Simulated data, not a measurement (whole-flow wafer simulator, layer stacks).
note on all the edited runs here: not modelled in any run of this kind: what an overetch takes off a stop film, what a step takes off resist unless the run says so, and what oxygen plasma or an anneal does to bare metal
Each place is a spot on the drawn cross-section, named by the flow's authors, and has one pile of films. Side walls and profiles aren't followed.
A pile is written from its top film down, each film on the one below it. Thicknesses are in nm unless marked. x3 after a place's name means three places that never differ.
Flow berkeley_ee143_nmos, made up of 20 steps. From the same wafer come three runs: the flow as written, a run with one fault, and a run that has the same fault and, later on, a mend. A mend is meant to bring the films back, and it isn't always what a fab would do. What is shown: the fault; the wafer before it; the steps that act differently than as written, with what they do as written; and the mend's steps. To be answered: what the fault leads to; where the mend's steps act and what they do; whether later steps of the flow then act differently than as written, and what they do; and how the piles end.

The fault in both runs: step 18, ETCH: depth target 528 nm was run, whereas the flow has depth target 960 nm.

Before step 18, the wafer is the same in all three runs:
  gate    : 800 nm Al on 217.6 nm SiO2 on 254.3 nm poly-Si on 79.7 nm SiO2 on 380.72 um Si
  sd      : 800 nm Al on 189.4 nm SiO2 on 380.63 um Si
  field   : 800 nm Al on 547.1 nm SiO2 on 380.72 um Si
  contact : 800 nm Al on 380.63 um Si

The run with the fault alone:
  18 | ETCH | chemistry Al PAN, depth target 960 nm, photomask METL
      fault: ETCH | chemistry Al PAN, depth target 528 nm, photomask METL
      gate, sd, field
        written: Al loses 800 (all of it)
        fault: Al loses 528
  Later steps of the flow that are run all act as written at every place that is followed.
  The piles end different from the flow's at gate, sd, field by more than 2% or 0.5 nm, whichever is larger.
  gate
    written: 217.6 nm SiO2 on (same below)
    fault: 272 nm Al on 217.6 nm SiO2 on (same below)
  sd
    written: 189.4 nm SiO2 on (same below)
    fault: 272 nm Al on 189.4 nm SiO2 on (same below)
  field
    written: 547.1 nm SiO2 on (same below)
    fault: 272 nm Al on 547.1 nm SiO2 on (same below)

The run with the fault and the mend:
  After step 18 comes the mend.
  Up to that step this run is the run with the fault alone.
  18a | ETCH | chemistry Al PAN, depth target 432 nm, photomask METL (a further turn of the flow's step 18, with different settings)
      gate, sd, field
        Al loses 272 (all of it)
  Later steps of the flow that are run all act as written at every place that is followed.
  By the end, the piles equal the flow's at every place that both follow.
